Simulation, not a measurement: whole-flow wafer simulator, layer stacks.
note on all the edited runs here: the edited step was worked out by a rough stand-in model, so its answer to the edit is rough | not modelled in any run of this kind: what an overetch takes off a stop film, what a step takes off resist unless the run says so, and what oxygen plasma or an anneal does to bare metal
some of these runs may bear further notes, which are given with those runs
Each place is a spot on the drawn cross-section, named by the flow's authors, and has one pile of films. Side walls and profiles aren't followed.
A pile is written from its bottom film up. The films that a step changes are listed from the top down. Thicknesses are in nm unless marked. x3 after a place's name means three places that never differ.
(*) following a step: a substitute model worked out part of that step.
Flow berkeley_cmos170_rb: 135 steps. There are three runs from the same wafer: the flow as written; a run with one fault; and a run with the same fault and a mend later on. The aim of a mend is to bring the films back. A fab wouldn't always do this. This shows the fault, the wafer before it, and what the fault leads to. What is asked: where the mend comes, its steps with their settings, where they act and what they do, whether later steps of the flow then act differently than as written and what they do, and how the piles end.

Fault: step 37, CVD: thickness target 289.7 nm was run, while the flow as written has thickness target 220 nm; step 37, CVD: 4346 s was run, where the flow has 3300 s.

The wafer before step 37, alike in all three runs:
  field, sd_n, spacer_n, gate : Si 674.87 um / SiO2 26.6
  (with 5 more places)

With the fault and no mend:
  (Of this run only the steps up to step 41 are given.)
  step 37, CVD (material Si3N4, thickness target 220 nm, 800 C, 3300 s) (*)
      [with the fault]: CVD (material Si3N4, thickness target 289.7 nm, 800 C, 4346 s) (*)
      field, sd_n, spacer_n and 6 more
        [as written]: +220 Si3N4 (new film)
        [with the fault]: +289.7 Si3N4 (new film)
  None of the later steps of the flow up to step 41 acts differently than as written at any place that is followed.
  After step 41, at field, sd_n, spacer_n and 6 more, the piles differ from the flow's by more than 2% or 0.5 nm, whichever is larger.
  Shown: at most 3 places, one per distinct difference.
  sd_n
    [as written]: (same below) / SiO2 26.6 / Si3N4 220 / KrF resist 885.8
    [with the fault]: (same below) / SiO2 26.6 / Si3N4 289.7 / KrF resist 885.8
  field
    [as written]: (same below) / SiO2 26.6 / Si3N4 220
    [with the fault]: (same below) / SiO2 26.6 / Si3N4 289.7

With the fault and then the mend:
  After step 37 comes the mend.
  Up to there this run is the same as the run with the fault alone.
  step 37a, ETCH (chemistry h3po4, depth target 332.6 nm) (the flow's step 30 again, with other settings)
      field, sd_n, spacer_n and 6 more
        -289.7 Si3N4 (all of it)
  step 37b, CLEAN (*)
      leaves every film unchanged at each place that is followed
  step 37c, CVD (material Si3N4, thickness target 220 nm, 800 C, 3300 s) (*) (the flow's step 37 again)
      field, sd_n, spacer_n and 6 more
        +220 Si3N4 (new film)
  None of the later steps of the flow acts differently than as written at any place that is followed.
  By the end, the piles equal the flow's at every place that both follow.
